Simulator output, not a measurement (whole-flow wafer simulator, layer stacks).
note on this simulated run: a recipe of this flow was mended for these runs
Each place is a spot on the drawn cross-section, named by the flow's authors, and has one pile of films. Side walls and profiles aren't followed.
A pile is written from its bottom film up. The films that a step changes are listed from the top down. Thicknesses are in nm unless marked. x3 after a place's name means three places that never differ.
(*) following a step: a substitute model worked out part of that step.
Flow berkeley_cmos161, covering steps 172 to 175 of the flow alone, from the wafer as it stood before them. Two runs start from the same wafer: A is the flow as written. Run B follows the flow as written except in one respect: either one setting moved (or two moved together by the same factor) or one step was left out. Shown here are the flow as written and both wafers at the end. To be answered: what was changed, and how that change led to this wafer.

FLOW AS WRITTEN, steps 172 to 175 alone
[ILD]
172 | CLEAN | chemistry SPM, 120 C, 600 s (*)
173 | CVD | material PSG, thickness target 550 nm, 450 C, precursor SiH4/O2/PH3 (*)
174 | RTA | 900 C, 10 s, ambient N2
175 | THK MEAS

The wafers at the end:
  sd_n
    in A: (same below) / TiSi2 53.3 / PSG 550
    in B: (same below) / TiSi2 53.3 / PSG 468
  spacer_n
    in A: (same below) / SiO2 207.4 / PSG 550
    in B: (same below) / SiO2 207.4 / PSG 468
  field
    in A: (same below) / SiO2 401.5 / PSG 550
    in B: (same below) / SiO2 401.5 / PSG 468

Cause: step 173, CVD: thickness target 468 nm was run, whereas the flow has thickness target 550 nm.
The wafer itself shows it: sd_n has PSG 468, and step 173 as written asks for 550 nm.

The path from the change to this, step by step:
  173 | CVD | material PSG, thickness target 550 nm, 450 C, precursor SiH4/O2/PH3 (*)
      field, sd_n, spacer_n, gate_n, spacer_p, gate_p, contact x2: A +550 PSG (new film) | B +468 PSG (new film)
      sd_p: A +522.4 PSG (new film) | B +445.4 PSG (new film)
